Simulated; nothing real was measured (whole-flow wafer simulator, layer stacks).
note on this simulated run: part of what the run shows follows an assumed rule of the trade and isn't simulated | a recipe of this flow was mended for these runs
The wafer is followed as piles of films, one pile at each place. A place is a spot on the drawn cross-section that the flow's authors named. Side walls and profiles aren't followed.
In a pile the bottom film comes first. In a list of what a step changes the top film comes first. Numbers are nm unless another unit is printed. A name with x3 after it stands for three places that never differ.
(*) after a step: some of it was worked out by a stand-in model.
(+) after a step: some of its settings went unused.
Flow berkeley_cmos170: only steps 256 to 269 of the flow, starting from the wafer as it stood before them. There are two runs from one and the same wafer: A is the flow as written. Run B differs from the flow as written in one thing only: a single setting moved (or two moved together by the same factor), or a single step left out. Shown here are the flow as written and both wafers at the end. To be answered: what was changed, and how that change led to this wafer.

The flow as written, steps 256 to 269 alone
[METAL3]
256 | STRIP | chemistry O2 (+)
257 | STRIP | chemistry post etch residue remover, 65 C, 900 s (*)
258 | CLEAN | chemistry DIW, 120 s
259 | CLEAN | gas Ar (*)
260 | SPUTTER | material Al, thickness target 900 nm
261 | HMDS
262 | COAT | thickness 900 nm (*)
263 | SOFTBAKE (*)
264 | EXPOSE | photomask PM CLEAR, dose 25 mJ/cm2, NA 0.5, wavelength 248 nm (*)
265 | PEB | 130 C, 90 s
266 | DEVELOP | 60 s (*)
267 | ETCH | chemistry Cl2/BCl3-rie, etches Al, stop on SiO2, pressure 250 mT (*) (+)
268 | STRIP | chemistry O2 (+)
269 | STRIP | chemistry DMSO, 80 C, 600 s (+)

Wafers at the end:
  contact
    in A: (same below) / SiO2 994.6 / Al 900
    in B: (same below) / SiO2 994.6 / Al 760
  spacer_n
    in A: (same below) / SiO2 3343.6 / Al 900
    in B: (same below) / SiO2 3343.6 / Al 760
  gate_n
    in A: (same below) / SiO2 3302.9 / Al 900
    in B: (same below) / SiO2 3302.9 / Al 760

The reason: step 260, SPUTTER: thickness target 760 nm was run, whereas the flow has thickness target 900 nm.
The wafer itself shows it: contact has Al 760, and step 260 as written asks for 900 nm.

How this came from the change, step by step:
  260 | SPUTTER | material Al, thickness target 900 nm
      field, mark, sd_n and 9 more: A Al gains 900 (new film) | B Al gains 760 (new film)
      via2: A Al gains 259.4 | B Al gains 235
  262 | COAT | thickness 900 nm (*)
      via2: A KrF-resist gains 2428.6 (new film) | B KrF-resist gains 2317.5 (new film)
  265 | PEB | 130 C, 90 s
      via2: A KrF-resist loses 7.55 | B KrF-resist loses 6.78
  267 | ETCH | chemistry Cl2/BCl3-rie, etches Al, stop on SiO2, pressure 250 mT (*) (+)
      field, sd_n, spacer_n and 9 more: A KrF-resist loses 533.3 | B KrF-resist loses 463.3
      mark: A Al loses 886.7 (all of it), SiO2 loses 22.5 | B Al loses 746.7 (all of it), SiO2 loses 22.5
  268 | STRIP | chemistry O2 (+)
      field, spacer_n, gate_n: A KrF-resist loses 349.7 (all of it) | B KrF-resist loses 419.7 (all of it)
      spacer_p, gate_p: A KrF-resist loses 349.6 (all of it) | B KrF-resist loses 419.6 (all of it)
      (and at 7 other places as well)
